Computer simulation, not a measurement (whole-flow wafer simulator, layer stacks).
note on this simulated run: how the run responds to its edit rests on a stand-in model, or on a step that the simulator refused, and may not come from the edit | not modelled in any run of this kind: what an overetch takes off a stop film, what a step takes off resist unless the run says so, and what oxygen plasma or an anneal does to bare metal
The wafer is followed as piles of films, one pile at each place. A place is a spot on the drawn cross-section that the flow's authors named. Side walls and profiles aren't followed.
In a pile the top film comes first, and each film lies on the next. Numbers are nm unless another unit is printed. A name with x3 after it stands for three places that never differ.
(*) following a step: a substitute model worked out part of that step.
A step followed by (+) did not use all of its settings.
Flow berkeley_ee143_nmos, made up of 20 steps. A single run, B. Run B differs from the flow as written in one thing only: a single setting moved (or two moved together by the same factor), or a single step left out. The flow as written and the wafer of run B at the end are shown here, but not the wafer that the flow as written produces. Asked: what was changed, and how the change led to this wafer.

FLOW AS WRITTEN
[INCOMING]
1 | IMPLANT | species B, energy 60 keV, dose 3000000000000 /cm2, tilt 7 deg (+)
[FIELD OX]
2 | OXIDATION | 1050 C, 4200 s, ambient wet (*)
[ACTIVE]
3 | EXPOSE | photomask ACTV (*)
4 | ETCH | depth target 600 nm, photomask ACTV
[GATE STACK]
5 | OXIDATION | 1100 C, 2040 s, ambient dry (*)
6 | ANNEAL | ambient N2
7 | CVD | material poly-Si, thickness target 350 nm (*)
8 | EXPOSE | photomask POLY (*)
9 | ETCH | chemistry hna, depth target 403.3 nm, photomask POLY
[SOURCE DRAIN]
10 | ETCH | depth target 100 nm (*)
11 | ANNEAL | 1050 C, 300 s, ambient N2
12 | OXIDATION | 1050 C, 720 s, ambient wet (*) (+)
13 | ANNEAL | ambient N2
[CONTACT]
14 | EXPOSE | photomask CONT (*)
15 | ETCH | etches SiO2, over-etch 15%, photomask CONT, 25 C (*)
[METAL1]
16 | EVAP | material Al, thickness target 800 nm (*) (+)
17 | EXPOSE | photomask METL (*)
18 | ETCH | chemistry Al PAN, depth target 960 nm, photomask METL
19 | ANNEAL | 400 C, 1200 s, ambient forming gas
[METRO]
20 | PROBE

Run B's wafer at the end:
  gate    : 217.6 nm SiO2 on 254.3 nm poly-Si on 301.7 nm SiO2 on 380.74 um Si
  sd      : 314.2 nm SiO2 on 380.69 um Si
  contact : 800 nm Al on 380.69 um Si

The reason: step 4, ETCH: depth target 285 nm was run, whereas the flow has depth target 600 nm.

The path from the change to this, step by step:
  4 | ETCH | depth target 600 nm, photomask ACTV
      gate, sd, contact: SiO2 loses 285 (it would be, as written: SiO2 loses 566.4 (all of it))
  5 | OXIDATION | 1100 C, 2040 s, ambient dry (*)
      gate, sd, contact: SiO2 gains 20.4, Si loses 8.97 (it would be, as written: SiO2 gains 79.7 (new film), Si loses 35.1)
  10 | ETCH | depth target 100 nm (*)
      sd, contact: SiO2 loses 100 (it would be, as written: SiO2 loses 79.7 (all of it))
  12 | OXIDATION | 1050 C, 720 s, ambient wet (*) (+)
      sd, contact: SiO2 gains 112.5, Si loses 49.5 (it would be, as written: SiO2 gains 189.4 (new film), Si loses 83.4)
  15 | ETCH | etches SiO2, over-etch 15%, photomask CONT, 25 C (*)
      contact: SiO2 loses 314.2 (all of it) (it would be, as written: SiO2 loses 189.4 (all of it))
